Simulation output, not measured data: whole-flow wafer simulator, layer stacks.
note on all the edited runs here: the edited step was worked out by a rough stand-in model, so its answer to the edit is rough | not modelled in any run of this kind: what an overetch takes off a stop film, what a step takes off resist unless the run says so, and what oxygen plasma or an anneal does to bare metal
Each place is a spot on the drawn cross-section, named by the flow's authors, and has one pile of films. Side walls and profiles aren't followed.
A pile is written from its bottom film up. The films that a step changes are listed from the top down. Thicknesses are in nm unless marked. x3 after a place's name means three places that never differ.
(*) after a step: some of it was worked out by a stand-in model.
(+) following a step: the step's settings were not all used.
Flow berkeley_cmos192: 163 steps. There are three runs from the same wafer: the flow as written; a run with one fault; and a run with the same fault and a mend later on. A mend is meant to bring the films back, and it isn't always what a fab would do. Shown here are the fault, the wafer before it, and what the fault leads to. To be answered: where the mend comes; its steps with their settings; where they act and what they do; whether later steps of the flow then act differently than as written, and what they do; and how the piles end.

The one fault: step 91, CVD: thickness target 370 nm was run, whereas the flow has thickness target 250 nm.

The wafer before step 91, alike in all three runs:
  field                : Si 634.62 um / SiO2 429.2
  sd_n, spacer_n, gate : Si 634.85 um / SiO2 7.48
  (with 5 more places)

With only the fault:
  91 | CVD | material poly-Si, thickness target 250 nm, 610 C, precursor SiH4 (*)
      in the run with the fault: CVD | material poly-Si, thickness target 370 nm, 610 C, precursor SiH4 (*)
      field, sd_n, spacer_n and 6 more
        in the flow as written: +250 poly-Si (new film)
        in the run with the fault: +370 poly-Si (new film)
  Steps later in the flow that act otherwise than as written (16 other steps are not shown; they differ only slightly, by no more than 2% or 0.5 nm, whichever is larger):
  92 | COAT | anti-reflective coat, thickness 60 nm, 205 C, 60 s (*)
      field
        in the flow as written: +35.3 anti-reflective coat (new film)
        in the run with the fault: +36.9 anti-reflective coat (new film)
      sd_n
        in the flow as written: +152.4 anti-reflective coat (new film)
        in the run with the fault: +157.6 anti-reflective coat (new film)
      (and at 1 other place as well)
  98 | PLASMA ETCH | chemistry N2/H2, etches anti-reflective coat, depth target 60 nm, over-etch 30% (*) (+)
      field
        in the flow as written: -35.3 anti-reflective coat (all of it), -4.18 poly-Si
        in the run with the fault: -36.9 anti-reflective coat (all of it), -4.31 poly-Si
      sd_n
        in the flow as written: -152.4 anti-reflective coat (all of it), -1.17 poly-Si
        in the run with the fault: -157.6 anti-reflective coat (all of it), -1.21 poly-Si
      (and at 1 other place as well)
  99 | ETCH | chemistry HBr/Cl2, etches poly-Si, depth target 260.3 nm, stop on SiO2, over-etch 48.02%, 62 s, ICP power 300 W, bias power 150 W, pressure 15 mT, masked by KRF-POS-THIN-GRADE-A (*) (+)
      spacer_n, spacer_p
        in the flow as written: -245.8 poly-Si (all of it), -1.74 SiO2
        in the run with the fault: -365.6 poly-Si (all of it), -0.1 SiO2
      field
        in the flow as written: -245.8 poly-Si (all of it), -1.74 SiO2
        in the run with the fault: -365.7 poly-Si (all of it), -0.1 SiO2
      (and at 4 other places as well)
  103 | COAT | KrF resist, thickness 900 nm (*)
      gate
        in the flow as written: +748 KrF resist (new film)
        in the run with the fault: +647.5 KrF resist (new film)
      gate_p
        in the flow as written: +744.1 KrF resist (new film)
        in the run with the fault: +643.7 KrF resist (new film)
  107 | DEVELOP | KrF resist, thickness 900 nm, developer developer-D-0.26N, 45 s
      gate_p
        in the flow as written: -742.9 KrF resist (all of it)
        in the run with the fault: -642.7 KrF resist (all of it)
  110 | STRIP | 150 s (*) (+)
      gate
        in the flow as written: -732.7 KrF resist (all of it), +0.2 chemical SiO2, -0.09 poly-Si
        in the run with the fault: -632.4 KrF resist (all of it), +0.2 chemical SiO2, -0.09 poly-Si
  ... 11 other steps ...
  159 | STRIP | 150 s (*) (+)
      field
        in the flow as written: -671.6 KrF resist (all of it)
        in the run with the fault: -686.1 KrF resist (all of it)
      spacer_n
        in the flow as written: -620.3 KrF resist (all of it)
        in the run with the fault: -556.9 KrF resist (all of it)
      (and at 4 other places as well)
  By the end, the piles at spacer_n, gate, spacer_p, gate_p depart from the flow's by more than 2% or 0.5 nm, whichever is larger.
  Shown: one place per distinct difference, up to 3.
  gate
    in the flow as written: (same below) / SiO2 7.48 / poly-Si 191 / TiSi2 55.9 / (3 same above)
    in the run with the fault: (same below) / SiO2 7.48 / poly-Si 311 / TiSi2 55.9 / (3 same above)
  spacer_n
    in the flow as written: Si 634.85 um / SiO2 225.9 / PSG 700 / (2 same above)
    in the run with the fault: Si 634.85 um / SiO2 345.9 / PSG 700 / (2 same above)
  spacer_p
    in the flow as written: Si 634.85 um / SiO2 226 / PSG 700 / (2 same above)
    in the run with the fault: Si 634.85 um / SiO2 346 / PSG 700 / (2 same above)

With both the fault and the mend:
  The mend follows step 91.
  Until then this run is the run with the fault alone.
  91a | ETCH | chemistry tmah, depth target 425.5 nm
      field, sd_n, spacer_n and 6 more
        -370 poly-Si (all of it)
  91b | CLEAN | chemistry SPM (the flow's step 87, run once more)
      leaves every film unchanged at each place that is followed
  91c | CVD | material poly-Si, thickness target 250 nm, 610 C, precursor SiH4 (*) (the flow's step 91, run once more)
      field, sd_n, spacer_n and 6 more
        +250 poly-Si (new film)
  Later steps of the flow that are run all act as written at every place that is followed.
  The piles end the same as the flow's at every place that both follow.
